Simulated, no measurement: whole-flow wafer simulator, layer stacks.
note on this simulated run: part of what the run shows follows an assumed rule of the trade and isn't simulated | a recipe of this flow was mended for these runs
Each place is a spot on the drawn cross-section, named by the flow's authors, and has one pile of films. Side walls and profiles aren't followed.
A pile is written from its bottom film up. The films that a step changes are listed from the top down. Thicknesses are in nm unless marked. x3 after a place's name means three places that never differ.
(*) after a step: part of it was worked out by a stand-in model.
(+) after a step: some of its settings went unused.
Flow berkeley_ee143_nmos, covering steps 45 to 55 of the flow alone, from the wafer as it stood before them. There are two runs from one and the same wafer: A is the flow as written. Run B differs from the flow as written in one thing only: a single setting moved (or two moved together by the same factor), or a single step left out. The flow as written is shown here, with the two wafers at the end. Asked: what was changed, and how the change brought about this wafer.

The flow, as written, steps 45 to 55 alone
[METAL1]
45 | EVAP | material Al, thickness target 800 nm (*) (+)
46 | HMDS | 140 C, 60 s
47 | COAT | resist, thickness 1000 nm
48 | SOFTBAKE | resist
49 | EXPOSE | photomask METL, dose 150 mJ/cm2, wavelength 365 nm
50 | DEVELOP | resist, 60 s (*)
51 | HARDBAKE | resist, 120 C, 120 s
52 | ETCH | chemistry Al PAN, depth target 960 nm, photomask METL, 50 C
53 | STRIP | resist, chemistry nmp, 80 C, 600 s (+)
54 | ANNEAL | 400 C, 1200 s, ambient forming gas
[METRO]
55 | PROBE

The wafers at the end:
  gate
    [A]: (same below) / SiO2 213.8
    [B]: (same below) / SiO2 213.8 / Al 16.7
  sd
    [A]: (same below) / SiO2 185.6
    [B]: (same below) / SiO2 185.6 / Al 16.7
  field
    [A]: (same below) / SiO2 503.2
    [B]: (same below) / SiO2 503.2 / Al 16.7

Cause: step 52, ETCH: depth target 770 nm was run, whereas the flow has depth target 960 nm.

How this came from the change, step by step:
  52 | ETCH | chemistry Al PAN, depth target 960 nm, photomask METL, 50 C
      gate, sd, field: A -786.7 Al (all of it) | B -770 Al
If metal films that touch count as one body, gate has 1 body; the flow as written gives 0 bodies.
If metal films that touch count as one body, sd has 1 body; the flow as written gives 0 bodies.
If metal films that touch count as one body, field has 1 body; the flow as written gives 0 bodies.
